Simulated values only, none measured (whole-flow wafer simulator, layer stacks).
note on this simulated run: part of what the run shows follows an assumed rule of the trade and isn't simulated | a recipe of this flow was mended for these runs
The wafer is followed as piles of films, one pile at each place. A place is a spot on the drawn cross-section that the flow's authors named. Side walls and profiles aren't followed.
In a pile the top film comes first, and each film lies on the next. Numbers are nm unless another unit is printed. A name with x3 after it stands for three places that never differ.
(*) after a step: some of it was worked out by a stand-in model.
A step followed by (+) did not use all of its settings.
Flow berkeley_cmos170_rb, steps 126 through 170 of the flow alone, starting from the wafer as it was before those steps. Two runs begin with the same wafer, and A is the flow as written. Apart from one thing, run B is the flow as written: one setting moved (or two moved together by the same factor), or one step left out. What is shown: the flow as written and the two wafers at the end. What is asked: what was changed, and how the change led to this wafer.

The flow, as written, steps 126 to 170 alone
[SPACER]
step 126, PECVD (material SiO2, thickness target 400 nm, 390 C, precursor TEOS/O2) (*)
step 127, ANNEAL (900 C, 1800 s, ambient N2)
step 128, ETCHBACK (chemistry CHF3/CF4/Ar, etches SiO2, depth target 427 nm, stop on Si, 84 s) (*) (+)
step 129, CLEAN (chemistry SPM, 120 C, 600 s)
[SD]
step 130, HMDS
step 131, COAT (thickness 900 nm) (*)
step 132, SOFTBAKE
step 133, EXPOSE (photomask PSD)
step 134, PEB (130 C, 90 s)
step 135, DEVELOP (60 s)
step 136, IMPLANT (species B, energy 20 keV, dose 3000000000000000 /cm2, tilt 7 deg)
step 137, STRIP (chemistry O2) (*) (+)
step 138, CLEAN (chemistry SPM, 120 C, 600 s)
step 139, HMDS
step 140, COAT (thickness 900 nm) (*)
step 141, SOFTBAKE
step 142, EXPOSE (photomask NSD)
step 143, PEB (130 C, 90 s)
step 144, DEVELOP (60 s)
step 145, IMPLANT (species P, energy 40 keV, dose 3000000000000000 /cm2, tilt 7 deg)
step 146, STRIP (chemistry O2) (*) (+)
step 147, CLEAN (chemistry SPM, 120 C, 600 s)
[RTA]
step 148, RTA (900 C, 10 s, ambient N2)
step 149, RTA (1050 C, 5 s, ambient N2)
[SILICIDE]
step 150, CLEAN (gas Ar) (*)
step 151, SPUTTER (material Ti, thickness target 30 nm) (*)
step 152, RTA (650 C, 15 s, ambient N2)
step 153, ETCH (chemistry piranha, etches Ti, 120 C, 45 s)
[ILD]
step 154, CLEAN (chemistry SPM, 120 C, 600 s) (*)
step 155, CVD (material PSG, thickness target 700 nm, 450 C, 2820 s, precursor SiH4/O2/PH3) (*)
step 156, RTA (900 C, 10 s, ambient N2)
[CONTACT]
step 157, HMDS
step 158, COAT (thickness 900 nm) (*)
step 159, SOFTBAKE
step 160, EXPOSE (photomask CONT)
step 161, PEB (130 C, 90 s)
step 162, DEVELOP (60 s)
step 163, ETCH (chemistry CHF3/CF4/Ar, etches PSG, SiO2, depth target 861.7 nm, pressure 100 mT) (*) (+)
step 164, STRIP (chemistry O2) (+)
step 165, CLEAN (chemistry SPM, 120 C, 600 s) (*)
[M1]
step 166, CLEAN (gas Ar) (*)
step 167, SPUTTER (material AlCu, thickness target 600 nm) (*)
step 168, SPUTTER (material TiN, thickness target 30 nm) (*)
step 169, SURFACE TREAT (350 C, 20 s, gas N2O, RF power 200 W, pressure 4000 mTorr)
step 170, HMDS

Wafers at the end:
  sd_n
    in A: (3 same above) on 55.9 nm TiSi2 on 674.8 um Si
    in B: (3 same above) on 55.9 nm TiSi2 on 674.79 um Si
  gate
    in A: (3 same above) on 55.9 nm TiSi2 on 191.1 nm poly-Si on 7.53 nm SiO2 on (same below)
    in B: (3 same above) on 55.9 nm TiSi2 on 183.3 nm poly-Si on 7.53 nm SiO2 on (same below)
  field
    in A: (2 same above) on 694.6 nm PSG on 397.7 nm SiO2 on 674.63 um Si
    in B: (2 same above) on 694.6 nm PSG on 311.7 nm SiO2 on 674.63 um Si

What caused this: step 126, PECVD: thickness target 314 nm was run, whereas the flow has thickness target 400 nm.

The path from the change to this, step by step:
  step 126, PECVD (material SiO2, thickness target 400 nm, 390 C, precursor TEOS/O2) (*)
      field, sd_n, contact, m1: A SiO2 gains 400 | B SiO2 gains 314
      spacer_n, sd_p, spacer_p: A SiO2 gains 385.3 | B SiO2 gains 302.8
      (also at 2 further places)
  step 128, ETCHBACK (chemistry CHF3/CF4/Ar, etches SiO2, depth target 427 nm, stop on Si, 84 s) (*) (+)
      spacer_n, spacer_p: A SiO2 loses 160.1 | B SiO2 loses 163.6
      gate, gate_p: A SiO2 loses 400 (all of it), chemical SiO2 loses 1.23 (all of it), poly-Si loses 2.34 | B SiO2 loses 314 (all of it), chemical SiO2 loses 1.23 (all of it), poly-Si loses 10.2
      (also at 4 further places)
  step 131, COAT (thickness 900 nm) (*)
      sd_n: A KrF-resist gains 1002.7 (new film) | B KrF-resist gains 957.5 (new film)
      spacer_n: A KrF-resist gains 791.7 (new film) | B KrF-resist gains 828.6 (new film)
      (also at 6 further places)
  step 135, DEVELOP (60 s)
      sd_p: A KrF-resist loses 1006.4 (all of it) | B KrF-resist loses 966.3 (all of it)
      spacer_p: A KrF-resist loses 783.4 (all of it) | B KrF-resist loses 823.9 (all of it)
      (also at 1 further place)
  step 137, STRIP (chemistry O2) (*) (+)
      gate: A KrF-resist loses 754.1 (all of it), chemical SiO2 gains 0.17, poly-Si loses 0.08 | B KrF-resist loses 712.7 (all of it), chemical SiO2 gains 0.16
      sd_n: A KrF-resist loses 985.4 (all of it), chemical SiO2 gains 0.17, Si loses 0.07 | B KrF-resist loses 940.4 (all of it), chemical SiO2 gains 0.16, Si loses 0.07
      (also at 3 further places)
  step 140, COAT (thickness 900 nm) (*)
      sd_n: A KrF-resist gains 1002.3 (new film) | B KrF-resist gains 957.5 (new film)
      spacer_n: A KrF-resist gains 791.4 (new film) | B KrF-resist gains 828.6 (new film)
      (also at 6 further places)
  step 144, DEVELOP (60 s)
      sd_n: A KrF-resist loses 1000 (all of it) | B KrF-resist loses 955.3 (all of it)
      spacer_n: A KrF-resist loses 789.7 (all of it) | B KrF-resist loses 826.8 (all of it)
      (also at 3 further places)
  step 146, STRIP (chemistry O2) (*) (+)
      sd_p: A KrF-resist loses 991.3 (all of it), chemical SiO2 gains 0.07 | B KrF-resist loses 951.3 (all of it), chemical SiO2 gains 0.07
      spacer_p: A KrF-resist loses 768.5 (all of it) | B KrF-resist loses 809 (all of it)
      (also at 1 further place)
  step 151, SPUTTER (material Ti, thickness target 30 nm) (*)
      sd_p: A Ti gains 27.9 (new film) | B Ti gains 29 (new film)
  step 152, RTA (650 C, 15 s, ambient N2)
      sd_p: A Ti loses 21.8, TiSi first gains 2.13 (new film), TiSi2 C49 gains 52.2 (new film), Si loses 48 | B Ti loses 22.6, TiSi first gains 4.3 (new film), TiSi2 C49 gains 51.2 (new film), Si loses 48.6
  step 155, CVD (material PSG, thickness target 700 nm, 450 C, 2820 s, precursor SiH4/O2/PH3) (*)
      sd_p: A PSG gains 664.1 (new film) | B PSG gains 680.7 (new film)
  step 156, RTA (900 C, 10 s, ambient N2)
      sd_p: A under 1 film: TiSi2 gains 52 (new film), TiSi first loses 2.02 (all of it), TiSi2 C49 loses 52.2 (all of it), Si loses 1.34 | B under 1 film: TiSi2 gains 54.1 (new film), TiSi first loses 4.2 (all of it), TiSi2 C49 loses 51.2 (all of it), Si loses 2.79
  step 158, COAT (thickness 900 nm) (*)
      sd_n: A KrF-resist gains 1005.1 (new film) | B KrF-resist gains 957.3 (new film)
      spacer_n: A KrF-resist gains 830.5 (new film) | B KrF-resist gains 856.7 (new film)
      (also at 6 further places)
  step 162, DEVELOP (60 s)
      contact: A KrF-resist loses 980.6 (all of it) | B KrF-resist loses 943.1 (all of it)
  step 164, STRIP (chemistry O2) (+)
      sd_n: A KrF-resist loses 772.5 (all of it) | B KrF-resist loses 724.8 (all of it)
      spacer_n: A KrF-resist loses 598.3 (all of it) | B KrF-resist loses 624.4 (all of it)
      (also at 5 further places)
  step 167, SPUTTER (material AlCu, thickness target 600 nm) (*)
      sd_p: A AlCu gains 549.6 (new film) | B AlCu gains 585.3 (new film)
  step 168, SPUTTER (material TiN, thickness target 30 nm) (*)
      sd_p: A TiN gains 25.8 (new film) | B TiN gains 28 (new film)
